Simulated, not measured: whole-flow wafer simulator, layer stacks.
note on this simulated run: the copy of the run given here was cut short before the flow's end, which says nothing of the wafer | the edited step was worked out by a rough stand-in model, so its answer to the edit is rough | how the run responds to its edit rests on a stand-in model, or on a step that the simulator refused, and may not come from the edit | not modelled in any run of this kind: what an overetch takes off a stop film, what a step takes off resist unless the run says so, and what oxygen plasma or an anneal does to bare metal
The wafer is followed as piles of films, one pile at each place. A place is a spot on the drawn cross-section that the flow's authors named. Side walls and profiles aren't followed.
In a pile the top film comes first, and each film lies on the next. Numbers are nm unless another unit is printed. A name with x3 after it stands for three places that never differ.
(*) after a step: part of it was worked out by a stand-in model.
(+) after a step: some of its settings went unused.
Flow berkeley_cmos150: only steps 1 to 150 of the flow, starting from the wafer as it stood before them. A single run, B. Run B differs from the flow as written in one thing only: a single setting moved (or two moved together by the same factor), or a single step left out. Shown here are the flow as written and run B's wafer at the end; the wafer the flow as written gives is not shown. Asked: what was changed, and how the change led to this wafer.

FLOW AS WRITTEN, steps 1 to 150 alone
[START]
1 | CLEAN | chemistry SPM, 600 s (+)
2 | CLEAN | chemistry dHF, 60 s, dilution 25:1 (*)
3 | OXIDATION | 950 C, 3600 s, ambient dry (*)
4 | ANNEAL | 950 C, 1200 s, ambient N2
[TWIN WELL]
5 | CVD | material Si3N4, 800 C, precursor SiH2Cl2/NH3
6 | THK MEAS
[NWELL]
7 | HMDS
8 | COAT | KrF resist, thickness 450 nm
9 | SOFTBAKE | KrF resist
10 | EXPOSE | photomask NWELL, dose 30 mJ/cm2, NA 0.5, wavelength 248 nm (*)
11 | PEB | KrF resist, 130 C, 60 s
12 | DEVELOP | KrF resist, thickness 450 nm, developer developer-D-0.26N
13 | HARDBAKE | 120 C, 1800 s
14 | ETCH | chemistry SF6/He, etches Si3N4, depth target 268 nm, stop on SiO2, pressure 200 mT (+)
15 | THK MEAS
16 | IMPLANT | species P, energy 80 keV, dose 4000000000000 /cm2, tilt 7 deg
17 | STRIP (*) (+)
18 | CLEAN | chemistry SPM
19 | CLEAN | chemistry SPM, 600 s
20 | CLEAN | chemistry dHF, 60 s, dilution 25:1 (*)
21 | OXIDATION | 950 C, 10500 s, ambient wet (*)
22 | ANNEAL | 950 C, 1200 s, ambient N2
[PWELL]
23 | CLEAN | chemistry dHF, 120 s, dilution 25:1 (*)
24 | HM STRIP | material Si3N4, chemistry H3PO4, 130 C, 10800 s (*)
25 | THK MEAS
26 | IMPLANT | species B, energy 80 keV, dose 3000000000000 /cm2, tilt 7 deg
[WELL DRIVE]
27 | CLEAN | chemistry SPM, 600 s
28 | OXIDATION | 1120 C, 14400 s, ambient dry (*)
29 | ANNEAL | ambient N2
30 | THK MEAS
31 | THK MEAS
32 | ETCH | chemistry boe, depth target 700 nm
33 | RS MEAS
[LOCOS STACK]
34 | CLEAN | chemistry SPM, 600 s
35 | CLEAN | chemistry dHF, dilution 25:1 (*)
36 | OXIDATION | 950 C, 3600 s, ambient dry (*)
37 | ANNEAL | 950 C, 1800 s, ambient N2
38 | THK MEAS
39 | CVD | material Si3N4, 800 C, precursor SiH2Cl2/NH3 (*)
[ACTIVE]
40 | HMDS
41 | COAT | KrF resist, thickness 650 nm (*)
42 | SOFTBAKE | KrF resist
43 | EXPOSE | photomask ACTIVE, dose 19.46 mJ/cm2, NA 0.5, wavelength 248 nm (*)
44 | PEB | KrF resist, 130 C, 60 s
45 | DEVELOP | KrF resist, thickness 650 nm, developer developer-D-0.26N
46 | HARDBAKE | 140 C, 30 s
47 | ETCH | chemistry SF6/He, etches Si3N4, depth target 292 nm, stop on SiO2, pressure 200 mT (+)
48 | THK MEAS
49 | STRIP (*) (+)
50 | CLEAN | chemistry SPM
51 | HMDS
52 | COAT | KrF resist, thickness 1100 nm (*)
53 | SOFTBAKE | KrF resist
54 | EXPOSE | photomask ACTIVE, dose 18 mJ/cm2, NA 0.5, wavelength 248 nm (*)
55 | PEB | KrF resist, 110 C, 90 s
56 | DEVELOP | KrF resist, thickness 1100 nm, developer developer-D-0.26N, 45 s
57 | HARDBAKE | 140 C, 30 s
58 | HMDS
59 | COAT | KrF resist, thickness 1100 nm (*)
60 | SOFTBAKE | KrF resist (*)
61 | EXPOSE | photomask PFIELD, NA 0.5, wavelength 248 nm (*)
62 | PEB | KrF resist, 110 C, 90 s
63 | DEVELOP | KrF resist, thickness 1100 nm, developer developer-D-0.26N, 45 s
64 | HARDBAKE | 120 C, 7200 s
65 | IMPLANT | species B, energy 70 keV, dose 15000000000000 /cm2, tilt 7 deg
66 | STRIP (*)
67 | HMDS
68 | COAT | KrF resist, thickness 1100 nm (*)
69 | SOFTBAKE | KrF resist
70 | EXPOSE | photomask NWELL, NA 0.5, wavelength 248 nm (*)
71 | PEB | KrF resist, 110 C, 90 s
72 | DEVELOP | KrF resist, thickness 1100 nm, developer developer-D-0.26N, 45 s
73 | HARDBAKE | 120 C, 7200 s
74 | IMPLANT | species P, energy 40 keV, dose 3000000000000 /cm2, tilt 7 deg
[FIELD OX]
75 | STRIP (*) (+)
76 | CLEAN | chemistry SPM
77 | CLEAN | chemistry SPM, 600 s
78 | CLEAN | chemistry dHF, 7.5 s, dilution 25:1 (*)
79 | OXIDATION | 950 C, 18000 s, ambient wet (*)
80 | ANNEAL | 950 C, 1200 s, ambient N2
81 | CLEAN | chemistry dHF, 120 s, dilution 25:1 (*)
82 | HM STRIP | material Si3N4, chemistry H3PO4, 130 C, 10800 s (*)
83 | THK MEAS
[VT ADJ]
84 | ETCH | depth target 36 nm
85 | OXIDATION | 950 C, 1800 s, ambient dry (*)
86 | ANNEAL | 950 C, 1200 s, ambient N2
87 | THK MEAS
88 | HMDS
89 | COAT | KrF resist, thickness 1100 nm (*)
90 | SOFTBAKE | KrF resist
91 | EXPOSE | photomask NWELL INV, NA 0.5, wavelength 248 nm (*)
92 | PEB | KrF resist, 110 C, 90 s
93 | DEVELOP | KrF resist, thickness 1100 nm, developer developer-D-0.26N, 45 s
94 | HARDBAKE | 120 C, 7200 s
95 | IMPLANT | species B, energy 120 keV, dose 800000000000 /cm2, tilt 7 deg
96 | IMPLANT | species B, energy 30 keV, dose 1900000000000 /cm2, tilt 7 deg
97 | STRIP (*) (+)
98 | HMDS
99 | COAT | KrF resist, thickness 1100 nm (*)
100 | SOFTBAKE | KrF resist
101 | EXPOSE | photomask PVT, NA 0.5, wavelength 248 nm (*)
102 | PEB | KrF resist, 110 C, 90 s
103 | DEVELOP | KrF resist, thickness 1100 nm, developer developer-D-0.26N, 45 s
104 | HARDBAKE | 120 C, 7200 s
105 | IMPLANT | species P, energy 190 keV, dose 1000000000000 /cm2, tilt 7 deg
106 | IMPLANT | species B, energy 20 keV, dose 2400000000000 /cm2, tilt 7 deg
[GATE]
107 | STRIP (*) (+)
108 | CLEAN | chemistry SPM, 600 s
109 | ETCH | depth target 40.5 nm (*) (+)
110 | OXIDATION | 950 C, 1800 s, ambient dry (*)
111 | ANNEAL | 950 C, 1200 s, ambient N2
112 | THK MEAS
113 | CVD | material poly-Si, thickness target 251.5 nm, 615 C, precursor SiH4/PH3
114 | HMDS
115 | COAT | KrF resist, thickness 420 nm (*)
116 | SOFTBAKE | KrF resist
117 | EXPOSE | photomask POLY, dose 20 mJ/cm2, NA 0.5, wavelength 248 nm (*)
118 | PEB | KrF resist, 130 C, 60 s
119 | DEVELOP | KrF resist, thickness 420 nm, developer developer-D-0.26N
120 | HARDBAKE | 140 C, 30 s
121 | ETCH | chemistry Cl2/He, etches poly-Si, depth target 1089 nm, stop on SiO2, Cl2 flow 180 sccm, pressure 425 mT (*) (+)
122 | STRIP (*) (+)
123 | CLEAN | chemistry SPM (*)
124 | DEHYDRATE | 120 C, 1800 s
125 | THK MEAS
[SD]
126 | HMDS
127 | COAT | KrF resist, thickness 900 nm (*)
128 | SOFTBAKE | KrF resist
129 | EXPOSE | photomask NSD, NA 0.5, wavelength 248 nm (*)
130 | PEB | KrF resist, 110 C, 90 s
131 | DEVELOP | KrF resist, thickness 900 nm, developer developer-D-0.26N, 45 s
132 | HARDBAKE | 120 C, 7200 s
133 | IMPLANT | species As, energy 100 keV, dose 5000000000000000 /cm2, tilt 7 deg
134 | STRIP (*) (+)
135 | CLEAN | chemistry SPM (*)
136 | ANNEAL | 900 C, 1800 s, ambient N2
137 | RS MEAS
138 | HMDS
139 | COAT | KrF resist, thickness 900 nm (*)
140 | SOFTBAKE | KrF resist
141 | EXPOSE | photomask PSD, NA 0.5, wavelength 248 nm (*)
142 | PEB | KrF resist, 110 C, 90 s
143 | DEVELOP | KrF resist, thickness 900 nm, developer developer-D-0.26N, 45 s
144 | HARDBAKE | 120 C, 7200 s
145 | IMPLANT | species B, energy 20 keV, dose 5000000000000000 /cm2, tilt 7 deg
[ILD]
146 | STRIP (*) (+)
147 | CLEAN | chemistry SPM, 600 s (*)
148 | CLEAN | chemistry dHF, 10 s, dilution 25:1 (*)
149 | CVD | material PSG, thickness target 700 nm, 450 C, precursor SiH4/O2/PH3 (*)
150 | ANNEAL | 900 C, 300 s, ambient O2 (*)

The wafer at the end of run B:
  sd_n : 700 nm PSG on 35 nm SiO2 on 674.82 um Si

What caused this: step 39, CVD: 750 C was run, though the flow has 800 C.

Step by step, how the change led to this:
  39 | CVD | material Si3N4, 800 C, precursor SiH2Cl2/NH3 (*)
      field, field_p, sd_n, gate_n, sd_p, gate_p, contact, m1: Si3N4 gains 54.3 (new film) (it would be, as written: Si3N4 gains 106 (new film))
  47 | ETCH | chemistry SF6/He, etches Si3N4, depth target 292 nm, stop on SiO2, pressure 200 mT (+)
      sd_n, gate_n, sd_p, gate_p, contact, m1: KrF resist loses 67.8 (it would be, as written: KrF resist loses 124)
      field, field_p: Si3N4 loses 54.3 (all of it), SiO2 loses 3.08 (it would be, as written: Si3N4 loses 106 (all of it), SiO2 loses 3.08)
  49 | STRIP (*) (+)
      sd_n: KrF resist loses 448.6 (all of it) (it would be, as written: KrF resist loses 392.4 (all of it))
      gate_n: KrF resist loses 456.8 (all of it) (it would be, as written: KrF resist loses 400.6 (all of it))
      (as well as at 4 more places)
  52 | COAT | KrF resist, thickness 1100 nm (*)
      sd_n: KrF resist gains 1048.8 (new film) (it would be, as written: KrF resist gains 1019.1 (new film))
      gate_n: KrF resist gains 1063.5 (new film) (it would be, as written: KrF resist gains 1039.7 (new film))
      (as well as at 4 more places)
  57 | HARDBAKE | 140 C, 30 s
      sd_n: KrF resist loses 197 (it would be, as written: KrF resist loses 191.5)
      gate_n: KrF resist loses 199.6 (it would be, as written: KrF resist loses 195.3)
      (as well as at 4 more places)
  59 | COAT | KrF resist, thickness 1100 nm (*)
      sd_n: KrF resist gains 595 (it would be, as written: KrF resist gains 581.3)
      gate_n: KrF resist gains 698.8 (it would be, as written: KrF resist gains 684.4)
      (as well as at 3 more places)
  66 | STRIP (*)
      sd_n: KrF resist loses 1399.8 (all of it) (it would be, as written: KrF resist loses 1362.4 (all of it))
      gate_n: KrF resist loses 1513.1 (all of it) (it would be, as written: KrF resist loses 1479.7 (all of it))
      (as well as at 4 more places)
  68 | COAT | KrF resist, thickness 1100 nm (*)
      sd_n: KrF resist gains 1048.8 (new film) (it would be, as written: KrF resist gains 1019.1 (new film))
      gate_n: KrF resist gains 1063.5 (new film) (it would be, as written: KrF resist gains 1039.7 (new film))
      (as well as at 4 more places)
  72 | DEVELOP | KrF resist, thickness 1100 nm, developer developer-D-0.26N, 45 s
      sd_p: KrF resist loses 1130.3 (all of it) (it would be, as written: KrF resist loses 1103.9 (all of it))
      gate_p: KrF resist loses 1130.9 (all of it) (it would be, as written: KrF resist loses 1108 (all of it))
  73 | HARDBAKE | 120 C, 7200 s
      m1: KrF resist loses 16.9 (it would be, as written: KrF resist loses 16.3)
  75 | STRIP (*) (+)
      sd_n: KrF resist loses 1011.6 (all of it) (it would be, as written: KrF resist loses 982.6 (all of it))
      gate_n: KrF resist loses 1025.8 (all of it) (it would be, as written: KrF resist loses 1002.7 (all of it))
      (as well as at 2 more places)
  79 | OXIDATION | 950 C, 18000 s, ambient wet (*)
      sd_n: SiO2 gains 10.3 (new film), Si3N4 loses 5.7, SiO2 gains 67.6, Si loses 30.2 (it would be, as written: SiO2 gains 10.3 (new film), Si3N4 loses 5.7, SiO2 gains 34.7, Si loses 15.4)
  82 | HM STRIP | material Si3N4, chemistry H3PO4, 130 C, 10800 s (*)
      sd_n, gate_n, contact, m1: Si3N4 loses 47 (all of it), SiO2 loses 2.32 (it would be, as written: Si3N4 loses 98.7 (all of it), SiO2 loses 1.88)
      sd_p, gate_p: Si3N4 loses 46.9 (all of it), SiO2 loses 2.32 (it would be, as written: Si3N4 loses 98.6 (all of it), SiO2 loses 1.88)
  85 | OXIDATION | 950 C, 1800 s, ambient dry (*)
      sd_n: SiO2 gains 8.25, Si loses 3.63 (it would be, as written: SiO2 gains 12.2, Si loses 5.35)
  109 | ETCH | depth target 40.5 nm (*) (+)
      sd_n: SiO2 loses 40.5 (it would be, as written: SiO2 loses 40.4 (all of it))
  110 | OXIDATION | 950 C, 1800 s, ambient dry (*)
      sd_n: SiO2 gains 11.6, Si loses 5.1 (it would be, as written: SiO2 gains 20.4 (new film), Si loses 8.98)
  ... 1 other step ...
  119 | DEVELOP | KrF resist, thickness 420 nm, developer developer-D-0.26N
      sd_n: KrF resist loses 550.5 (all of it) (it would be, as written: KrF resist loses 562.5 (all of it))
